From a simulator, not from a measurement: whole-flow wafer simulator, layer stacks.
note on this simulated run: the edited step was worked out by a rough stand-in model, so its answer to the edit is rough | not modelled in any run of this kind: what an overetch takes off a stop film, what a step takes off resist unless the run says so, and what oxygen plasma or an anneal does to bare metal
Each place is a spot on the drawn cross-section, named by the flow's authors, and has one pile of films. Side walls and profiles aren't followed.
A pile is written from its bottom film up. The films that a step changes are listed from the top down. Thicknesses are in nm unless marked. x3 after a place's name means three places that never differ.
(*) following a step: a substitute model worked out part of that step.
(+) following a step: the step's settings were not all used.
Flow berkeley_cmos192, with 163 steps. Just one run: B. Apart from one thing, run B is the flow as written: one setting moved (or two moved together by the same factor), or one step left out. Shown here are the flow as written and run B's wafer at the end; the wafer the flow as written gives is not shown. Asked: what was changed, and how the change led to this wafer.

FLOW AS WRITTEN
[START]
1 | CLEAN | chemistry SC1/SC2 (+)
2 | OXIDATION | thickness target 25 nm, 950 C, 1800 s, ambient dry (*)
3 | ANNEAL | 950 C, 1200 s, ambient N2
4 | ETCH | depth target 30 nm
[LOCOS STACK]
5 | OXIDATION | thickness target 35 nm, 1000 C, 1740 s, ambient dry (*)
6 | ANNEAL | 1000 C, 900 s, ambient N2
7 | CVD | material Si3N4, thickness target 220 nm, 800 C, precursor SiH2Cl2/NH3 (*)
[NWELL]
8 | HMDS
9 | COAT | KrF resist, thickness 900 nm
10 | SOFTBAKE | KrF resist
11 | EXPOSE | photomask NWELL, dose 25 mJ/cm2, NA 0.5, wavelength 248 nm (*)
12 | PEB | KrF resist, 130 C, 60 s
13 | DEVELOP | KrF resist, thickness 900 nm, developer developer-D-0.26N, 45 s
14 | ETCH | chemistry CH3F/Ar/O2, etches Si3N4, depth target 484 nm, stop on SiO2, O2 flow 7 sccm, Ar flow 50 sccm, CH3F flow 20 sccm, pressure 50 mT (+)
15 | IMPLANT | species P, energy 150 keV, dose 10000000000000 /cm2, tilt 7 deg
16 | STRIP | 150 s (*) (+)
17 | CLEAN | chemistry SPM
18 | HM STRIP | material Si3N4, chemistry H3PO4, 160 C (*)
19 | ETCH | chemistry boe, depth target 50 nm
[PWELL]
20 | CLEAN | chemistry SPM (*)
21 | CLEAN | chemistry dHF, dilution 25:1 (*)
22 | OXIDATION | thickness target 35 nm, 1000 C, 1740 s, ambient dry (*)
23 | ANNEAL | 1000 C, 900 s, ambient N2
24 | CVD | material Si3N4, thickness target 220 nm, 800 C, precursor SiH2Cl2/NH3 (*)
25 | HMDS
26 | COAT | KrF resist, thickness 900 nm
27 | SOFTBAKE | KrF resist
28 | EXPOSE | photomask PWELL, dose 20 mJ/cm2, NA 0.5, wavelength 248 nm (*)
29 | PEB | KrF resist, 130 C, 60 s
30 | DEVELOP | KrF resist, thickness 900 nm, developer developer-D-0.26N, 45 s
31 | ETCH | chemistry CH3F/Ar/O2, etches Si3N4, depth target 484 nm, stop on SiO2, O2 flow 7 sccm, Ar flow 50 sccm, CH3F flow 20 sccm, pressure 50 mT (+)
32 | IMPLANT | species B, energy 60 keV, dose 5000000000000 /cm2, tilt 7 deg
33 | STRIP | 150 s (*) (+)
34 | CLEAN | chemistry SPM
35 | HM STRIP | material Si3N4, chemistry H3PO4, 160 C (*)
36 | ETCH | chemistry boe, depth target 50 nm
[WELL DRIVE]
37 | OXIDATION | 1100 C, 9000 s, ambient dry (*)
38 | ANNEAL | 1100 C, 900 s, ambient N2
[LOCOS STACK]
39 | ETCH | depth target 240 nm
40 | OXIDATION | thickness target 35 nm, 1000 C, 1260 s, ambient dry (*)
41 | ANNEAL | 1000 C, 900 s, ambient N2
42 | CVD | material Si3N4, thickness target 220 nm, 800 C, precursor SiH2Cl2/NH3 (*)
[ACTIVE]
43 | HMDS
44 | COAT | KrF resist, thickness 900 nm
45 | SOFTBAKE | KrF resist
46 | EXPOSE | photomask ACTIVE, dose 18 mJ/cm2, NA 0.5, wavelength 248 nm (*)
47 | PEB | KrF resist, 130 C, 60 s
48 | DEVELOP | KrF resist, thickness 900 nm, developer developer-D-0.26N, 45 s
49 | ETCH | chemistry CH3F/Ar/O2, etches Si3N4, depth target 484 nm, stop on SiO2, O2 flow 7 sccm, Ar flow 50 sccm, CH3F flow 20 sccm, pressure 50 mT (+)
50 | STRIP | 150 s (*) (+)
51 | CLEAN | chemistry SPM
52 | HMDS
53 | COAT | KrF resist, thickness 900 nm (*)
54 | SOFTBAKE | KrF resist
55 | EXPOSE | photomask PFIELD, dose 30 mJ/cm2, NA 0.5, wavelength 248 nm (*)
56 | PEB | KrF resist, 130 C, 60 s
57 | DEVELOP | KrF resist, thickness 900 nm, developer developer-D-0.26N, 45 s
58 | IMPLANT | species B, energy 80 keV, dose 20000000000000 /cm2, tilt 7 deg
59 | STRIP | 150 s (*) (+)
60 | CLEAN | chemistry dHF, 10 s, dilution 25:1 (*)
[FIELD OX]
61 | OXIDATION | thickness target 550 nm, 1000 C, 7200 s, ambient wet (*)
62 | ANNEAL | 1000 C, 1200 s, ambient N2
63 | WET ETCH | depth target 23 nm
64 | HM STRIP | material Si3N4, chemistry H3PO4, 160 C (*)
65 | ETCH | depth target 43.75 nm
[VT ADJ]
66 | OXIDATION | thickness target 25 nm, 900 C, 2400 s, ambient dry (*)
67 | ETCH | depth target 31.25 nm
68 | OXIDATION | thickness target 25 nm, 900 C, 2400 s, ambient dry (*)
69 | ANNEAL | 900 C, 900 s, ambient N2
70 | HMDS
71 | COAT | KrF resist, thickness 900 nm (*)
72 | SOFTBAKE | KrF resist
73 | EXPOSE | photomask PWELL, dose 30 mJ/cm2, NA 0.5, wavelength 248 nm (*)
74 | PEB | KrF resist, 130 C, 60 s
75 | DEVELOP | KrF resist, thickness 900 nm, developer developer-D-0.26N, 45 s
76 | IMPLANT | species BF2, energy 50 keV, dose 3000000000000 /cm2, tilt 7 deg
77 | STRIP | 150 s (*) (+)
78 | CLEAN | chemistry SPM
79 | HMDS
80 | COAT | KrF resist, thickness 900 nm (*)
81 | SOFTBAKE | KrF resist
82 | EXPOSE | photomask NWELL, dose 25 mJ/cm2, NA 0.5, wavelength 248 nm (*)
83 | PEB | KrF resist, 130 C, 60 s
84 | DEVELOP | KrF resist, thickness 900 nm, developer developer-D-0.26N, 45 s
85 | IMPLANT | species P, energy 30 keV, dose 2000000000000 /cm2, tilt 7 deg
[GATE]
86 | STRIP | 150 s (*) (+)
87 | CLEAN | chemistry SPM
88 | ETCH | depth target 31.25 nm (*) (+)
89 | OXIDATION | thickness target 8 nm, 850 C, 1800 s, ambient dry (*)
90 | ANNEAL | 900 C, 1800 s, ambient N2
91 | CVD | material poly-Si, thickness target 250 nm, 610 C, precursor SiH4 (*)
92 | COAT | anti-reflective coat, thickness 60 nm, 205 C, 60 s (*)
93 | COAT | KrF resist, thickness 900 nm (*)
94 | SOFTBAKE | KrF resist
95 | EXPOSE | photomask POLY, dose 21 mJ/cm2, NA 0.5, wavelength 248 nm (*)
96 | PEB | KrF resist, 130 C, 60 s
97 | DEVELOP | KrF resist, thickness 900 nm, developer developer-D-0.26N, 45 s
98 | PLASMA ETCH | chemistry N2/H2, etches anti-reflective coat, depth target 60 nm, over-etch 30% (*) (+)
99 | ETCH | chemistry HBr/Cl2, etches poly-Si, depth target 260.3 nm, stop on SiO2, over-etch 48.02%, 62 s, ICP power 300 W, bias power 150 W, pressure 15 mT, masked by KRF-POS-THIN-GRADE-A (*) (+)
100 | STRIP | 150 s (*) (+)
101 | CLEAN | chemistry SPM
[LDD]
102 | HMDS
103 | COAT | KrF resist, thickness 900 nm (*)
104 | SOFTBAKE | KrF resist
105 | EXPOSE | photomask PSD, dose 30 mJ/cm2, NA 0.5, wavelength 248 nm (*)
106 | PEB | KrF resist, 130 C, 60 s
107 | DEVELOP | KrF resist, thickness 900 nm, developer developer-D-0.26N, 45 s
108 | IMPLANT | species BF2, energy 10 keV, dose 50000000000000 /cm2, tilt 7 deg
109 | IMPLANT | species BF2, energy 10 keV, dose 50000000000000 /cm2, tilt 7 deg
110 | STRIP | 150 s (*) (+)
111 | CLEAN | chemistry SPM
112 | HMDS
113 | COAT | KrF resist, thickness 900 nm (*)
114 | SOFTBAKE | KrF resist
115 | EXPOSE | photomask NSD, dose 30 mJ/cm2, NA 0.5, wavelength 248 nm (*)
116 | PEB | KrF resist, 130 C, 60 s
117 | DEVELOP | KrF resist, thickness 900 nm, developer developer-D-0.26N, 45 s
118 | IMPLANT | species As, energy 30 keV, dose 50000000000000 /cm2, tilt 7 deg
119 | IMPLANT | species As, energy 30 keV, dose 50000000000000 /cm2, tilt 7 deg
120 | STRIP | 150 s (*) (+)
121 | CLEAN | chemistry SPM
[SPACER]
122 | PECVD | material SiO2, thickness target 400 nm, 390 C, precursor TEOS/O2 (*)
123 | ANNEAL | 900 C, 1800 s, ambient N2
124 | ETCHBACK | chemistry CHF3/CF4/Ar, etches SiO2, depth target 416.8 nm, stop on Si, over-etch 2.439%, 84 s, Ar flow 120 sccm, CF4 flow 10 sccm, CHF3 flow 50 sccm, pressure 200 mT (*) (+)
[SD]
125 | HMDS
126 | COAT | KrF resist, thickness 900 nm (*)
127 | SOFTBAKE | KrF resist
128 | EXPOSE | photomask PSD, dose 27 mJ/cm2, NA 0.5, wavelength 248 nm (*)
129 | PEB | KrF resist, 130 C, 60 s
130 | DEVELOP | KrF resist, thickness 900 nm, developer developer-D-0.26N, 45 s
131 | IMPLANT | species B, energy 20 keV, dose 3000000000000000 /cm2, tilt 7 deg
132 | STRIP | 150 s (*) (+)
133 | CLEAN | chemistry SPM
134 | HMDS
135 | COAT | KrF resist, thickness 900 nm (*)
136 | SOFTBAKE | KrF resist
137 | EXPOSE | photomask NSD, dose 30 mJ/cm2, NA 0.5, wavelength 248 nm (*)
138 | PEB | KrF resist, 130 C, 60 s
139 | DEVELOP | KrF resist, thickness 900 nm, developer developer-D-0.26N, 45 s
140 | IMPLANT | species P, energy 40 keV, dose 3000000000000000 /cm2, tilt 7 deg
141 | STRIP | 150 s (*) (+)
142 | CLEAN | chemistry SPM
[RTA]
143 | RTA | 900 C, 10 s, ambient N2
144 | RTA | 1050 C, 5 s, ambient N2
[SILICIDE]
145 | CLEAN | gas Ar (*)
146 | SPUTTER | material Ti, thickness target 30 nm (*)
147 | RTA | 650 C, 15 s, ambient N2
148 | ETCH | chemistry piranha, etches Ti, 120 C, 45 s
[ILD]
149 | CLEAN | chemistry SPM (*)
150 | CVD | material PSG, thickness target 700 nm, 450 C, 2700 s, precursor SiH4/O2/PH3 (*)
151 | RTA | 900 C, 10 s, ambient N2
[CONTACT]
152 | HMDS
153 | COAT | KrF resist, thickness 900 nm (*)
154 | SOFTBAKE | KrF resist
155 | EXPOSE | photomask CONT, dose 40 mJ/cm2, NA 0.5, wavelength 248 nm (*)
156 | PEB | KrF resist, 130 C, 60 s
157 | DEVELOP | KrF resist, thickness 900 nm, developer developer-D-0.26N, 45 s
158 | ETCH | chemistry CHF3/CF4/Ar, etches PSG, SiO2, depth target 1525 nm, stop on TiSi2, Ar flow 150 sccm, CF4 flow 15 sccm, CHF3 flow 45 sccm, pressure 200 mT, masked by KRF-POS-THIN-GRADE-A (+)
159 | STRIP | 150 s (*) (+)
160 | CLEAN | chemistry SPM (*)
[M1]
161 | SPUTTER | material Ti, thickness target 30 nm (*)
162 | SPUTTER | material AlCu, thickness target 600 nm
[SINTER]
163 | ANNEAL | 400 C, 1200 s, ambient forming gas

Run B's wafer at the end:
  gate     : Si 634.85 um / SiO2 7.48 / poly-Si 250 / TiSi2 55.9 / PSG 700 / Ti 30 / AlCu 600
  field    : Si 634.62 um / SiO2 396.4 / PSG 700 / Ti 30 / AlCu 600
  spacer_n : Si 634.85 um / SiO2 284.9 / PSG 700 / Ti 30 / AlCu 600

What caused this: step 91, CVD: thickness target 309 nm was run, while the flow as written has thickness target 250 nm.

The path from the change to this, step by step:
  91 | CVD | material poly-Si, thickness target 250 nm, 610 C, precursor SiH4 (*)
      field, sd_n, spacer_n and 6 more: poly-Si gains 309 (new film) (in the flow as written it would be: poly-Si gains 250 (new film))
  92 | COAT | anti-reflective coat, thickness 60 nm, 205 C, 60 s (*)
      field: anti-reflective coat gains 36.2 (new film) (in the flow as written it would be: anti-reflective coat gains 35.3 (new film))
      contact: anti-reflective coat gains 55.4 (new film) (in the flow as written it would be: anti-reflective coat gains 54 (new film))
  98 | PLASMA ETCH | chemistry N2/H2, etches anti-reflective coat, depth target 60 nm, over-etch 30% (*) (+)
      field: anti-reflective coat loses 36.2 (all of it), poly-Si loses 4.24 (in the flow as written it would be: anti-reflective coat loses 35.3 (all of it), poly-Si loses 4.18)
      contact: anti-reflective coat loses 55.4 (all of it), poly-Si loses 3.75 (in the flow as written it would be: anti-reflective coat loses 54 (all of it), poly-Si loses 3.7)
  99 | ETCH | chemistry HBr/Cl2, etches poly-Si, depth target 260.3 nm, stop on SiO2, over-etch 48.02%, 62 s, ICP power 300 W, bias power 150 W, pressure 15 mT, masked by KRF-POS-THIN-GRADE-A (*) (+)
      spacer_n, spacer_p: poly-Si loses 304.7 (all of it), SiO2 loses 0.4 (in the flow as written it would be: poly-Si loses 245.8 (all of it), SiO2 loses 1.74)
      field: poly-Si loses 304.8 (all of it), SiO2 loses 0.4 (in the flow as written it would be: poly-Si loses 245.8 (all of it), SiO2 loses 1.74)
      (and at 4 other places as well)
  103 | COAT | KrF resist, thickness 900 nm (*)
      gate: KrF resist gains 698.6 (new film) (in the flow as written it would be: KrF resist gains 748 (new film))
      gate_p: KrF resist gains 694.7 (new film) (in the flow as written it would be: KrF resist gains 744.1 (new film))
  107 | DEVELOP | KrF resist, thickness 900 nm, developer developer-D-0.26N, 45 s
      gate_p: KrF resist loses 693.6 (all of it) (in the flow as written it would be: KrF resist loses 742.9 (all of it))
  110 | STRIP | 150 s (*) (+)
      gate: KrF resist loses 683.3 (all of it), chemical SiO2 gains 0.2, poly-Si loses 0.09 (in the flow as written it would be: KrF resist loses 732.7 (all of it), chemical SiO2 gains 0.2, poly-Si loses 0.09)
  113 | COAT | KrF resist, thickness 900 nm (*)
      gate: KrF resist gains 698.5 (new film) (in the flow as written it would be: KrF resist gains 747.9 (new film))
      gate_p: KrF resist gains 694.5 (new film) (in the flow as written it would be: KrF resist gains 743.9 (new film))
  117 | DEVELOP | KrF resist, thickness 900 nm, developer developer-D-0.26N, 45 s
      gate: KrF resist loses 697.4 (all of it) (in the flow as written it would be: KrF resist loses 746.8 (all of it))
  120 | STRIP | 150 s (*) (+)
      gate_p: KrF resist loses 679.3 (all of it), chemical SiO2 gains 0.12, poly-Si loses 0.05 (in the flow as written it would be: KrF resist loses 728.6 (all of it), chemical SiO2 gains 0.12, poly-Si loses 0.05)
  124 | ETCHBACK | chemistry CHF3/CF4/Ar, etches SiO2, depth target 416.8 nm, stop on Si, over-etch 2.439%, 84 s, Ar flow 120 sccm, CF4 flow 10 sccm, CHF3 flow 50 sccm, pressure 200 mT (*) (+)
      spacer_n: SiO2 loses 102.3 (in the flow as written it would be: SiO2 loses 160)
      spacer_p: SiO2 loses 102.2 (in the flow as written it would be: SiO2 loses 159.9)
  126 | COAT | KrF resist, thickness 900 nm (*)
      spacer_n: KrF resist gains 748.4 (new film) (in the flow as written it would be: KrF resist gains 791.6 (new film))
      gate: KrF resist gains 729.3 (new film) (in the flow as written it would be: KrF resist gains 771.5 (new film))
      (and at 2 other places as well)
  130 | DEVELOP | KrF resist, thickness 900 nm, developer developer-D-0.26N, 45 s
      spacer_p: KrF resist loses 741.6 (all of it) (in the flow as written it would be: KrF resist loses 784.6 (all of it))
      gate_p: KrF resist loses 722.3 (all of it) (in the flow as written it would be: KrF resist loses 764.3 (all of it))
  132 | STRIP | 150 s (*) (+)
      spacer_n: KrF resist loses 733 (all of it) (in the flow as written it would be: KrF resist loses 776.1 (all of it))
      gate: chemical SiO2 gains 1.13 (new film), KrF resist loses 713.9 (all of it), poly-Si loses 0.5 (in the flow as written it would be: chemical SiO2 gains 1.13 (new film), KrF resist loses 756.1 (all of it), poly-Si loses 0.5)
  135 | COAT | KrF resist, thickness 900 nm (*)
      spacer_n: KrF resist gains 748.6 (new film) (in the flow as written it would be: KrF resist gains 791.1 (new film))
      gate: KrF resist gains 728.9 (new film) (in the flow as written it would be: KrF resist gains 770.3 (new film))
      (and at 2 other places as well)
  139 | DEVELOP | KrF resist, thickness 900 nm, developer developer-D-0.26N, 45 s
      spacer_n: KrF resist loses 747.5 (all of it) (in the flow as written it would be: KrF resist loses 789.9 (all of it))
      gate: KrF resist loses 727.8 (all of it) (in the flow as written it would be: KrF resist loses 769.1 (all of it))
  ... 2 other steps ...
  159 | STRIP | 150 s (*) (+)
      spacer_n: KrF resist loses 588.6 (all of it) (in the flow as written it would be: KrF resist loses 620.3 (all of it))
      gate: KrF resist loses 572.3 (all of it) (in the flow as written it would be: KrF resist loses 600.1 (all of it))
      (and at 2 other places as well)
